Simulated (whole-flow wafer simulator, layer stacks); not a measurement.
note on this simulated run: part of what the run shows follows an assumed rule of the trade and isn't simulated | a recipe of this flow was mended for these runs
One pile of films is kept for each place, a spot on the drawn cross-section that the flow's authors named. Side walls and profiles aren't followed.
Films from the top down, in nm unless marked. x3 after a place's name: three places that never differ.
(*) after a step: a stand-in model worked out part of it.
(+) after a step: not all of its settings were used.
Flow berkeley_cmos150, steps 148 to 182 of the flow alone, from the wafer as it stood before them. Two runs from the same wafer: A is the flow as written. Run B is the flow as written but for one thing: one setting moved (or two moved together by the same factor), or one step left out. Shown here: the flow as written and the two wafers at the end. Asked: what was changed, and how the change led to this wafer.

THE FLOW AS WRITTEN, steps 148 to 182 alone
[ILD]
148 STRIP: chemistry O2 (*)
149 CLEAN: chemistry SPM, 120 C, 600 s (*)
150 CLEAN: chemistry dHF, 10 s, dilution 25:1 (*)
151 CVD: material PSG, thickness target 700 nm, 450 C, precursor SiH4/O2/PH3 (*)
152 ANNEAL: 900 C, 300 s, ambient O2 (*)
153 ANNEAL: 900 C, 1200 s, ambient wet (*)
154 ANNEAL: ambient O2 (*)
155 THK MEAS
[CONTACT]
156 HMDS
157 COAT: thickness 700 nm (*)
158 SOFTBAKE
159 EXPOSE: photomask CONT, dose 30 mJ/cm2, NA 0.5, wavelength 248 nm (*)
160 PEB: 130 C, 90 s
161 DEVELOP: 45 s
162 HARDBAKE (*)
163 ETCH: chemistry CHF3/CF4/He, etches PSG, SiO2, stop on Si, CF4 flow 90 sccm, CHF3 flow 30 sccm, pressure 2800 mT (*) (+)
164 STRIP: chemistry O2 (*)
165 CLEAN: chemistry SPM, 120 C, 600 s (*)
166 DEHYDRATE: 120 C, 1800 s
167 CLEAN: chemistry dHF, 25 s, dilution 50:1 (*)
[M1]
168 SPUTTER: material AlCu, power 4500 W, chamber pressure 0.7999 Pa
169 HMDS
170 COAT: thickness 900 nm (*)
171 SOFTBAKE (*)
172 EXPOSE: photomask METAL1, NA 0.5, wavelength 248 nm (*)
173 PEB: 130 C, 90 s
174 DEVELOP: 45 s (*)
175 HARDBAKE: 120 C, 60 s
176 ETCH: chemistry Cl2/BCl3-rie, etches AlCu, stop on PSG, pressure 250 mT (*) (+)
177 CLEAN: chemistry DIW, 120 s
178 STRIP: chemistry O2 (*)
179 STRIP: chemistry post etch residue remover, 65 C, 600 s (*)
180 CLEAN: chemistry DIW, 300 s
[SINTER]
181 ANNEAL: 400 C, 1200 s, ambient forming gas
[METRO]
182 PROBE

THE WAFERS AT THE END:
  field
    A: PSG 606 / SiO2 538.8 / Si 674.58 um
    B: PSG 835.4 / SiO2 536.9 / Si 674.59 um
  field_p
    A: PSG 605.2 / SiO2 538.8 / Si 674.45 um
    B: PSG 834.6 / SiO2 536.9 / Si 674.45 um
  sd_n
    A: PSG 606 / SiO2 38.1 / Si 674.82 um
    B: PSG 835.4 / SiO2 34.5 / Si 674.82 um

The cause: step 151, CVD: thickness target 952 nm was run, where the flow has thickness target 700 nm; step 167, CLEAN: 34 s was run, where the flow has 25 s.

How the change led to this, step by step:
  151 CVD: material PSG, thickness target 700 nm, 450 C, precursor SiH4/O2/PH3 (*)
      field, field_p, sd_n, gate_n, gate_p, contact, m1: A PSG +700 (new film) | B PSG +952 (new film)
      sd_p: A PSG +639.5 (new film) | B PSG +927.6 (new film)
  153 ANNEAL: 900 C, 1200 s, ambient wet (*)
      sd_n, contact, m1: A PSG -35, SiO2 +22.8, Si -10 | B PSG -47.6, SiO2 +19.2, Si -8.43
      field, field_p: A PSG -35, SiO2 +16.3, Si -7.15 | B PSG -47.6, SiO2 +14.3, Si -6.3
      (and at 3 more places)
  157 COAT: thickness 700 nm (*)
      sd_p: A KrF-resist +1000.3 (new film) | B KrF-resist +975.3 (new film)
  163 ETCH: chemistry CHF3/CF4/He, etches PSG, SiO2, stop on Si, CF4 flow 90 sccm, CHF3 flow 30 sccm, pressure 2800 mT (*) (+)
      field, field_p, sd_n, gate_n, sd_p, gate_p, m1: A KrF-resist -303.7 | B KrF-resist -387.9
      contact: A PSG -665 (all of it), SiO2 -38.1 (all of it), Si -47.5 | B PSG -904.4 (all of it), SiO2 -34.5 (all of it), Si -47.5
  164 STRIP: chemistry O2 (*)
      field: A KrF-resist -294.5 (all of it) | B KrF-resist -211.7 (all of it)
      field_p: A KrF-resist -397.1 (all of it) | B KrF-resist -316.9 (all of it)
      (and at 5 more places)
  167 CLEAN: chemistry dHF, 25 s, dilution 50:1 (*)
      field, field_p, sd_n, gate_n, sd_p, gate_p, m1: A PSG -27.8 | B PSG -37.8
  168 SPUTTER: material AlCu, power 4500 W, chamber pressure 0.7999 Pa
      sd_p: A AlCu +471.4 (new film) | B AlCu +489.5 (new film)
      contact: A AlCu +443.6 (new film) | B AlCu +397.3 (new film)
  170 COAT: thickness 900 nm (*)
      field: A thick-KrF-resist +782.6 (new film) | B thick-KrF-resist +765.3 (new film)
      sd_p: A thick-KrF-resist +1400.4 (new film) | B thick-KrF-resist +1347.5 (new film)
      (and at 2 more places)
  173 PEB: 130 C, 90 s
      contact: A thick-KrF-resist -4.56 | B thick-KrF-resist -5.35
  174 DEVELOP: 45 s (*)
      field: A thick-KrF-resist -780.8 (all of it), AlCu -10 | B thick-KrF-resist -763.6 (all of it), AlCu -10
      sd_p: A thick-KrF-resist -1396.9 (all of it), AlCu -10 | B thick-KrF-resist -1344 (all of it), AlCu -10
  175 HARDBAKE: 120 C, 60 s
      contact: A thick-KrF-resist -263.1 | B thick-KrF-resist -294.3
      m1: A thick-KrF-resist -148.2 | B thick-KrF-resist -144.4
  176 ETCH: chemistry Cl2/BCl3-rie, etches AlCu, stop on PSG, pressure 250 mT (*) (+)
      sd_p: A AlCu -461.4 (all of it), PSG -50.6 | B AlCu -479.5 (all of it), PSG -48.3
      gate_p: A AlCu -616.1 (all of it), PSG -31.2 | B AlCu -609.8 (all of it), PSG -32
  178 STRIP: chemistry O2 (*)
      contact: A thick-KrF-resist -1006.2 (all of it) | B thick-KrF-resist -1178.6 (all of it)
      m1: A thick-KrF-resist -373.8 (all of it) | B thick-KrF-resist -352.9 (all of it)
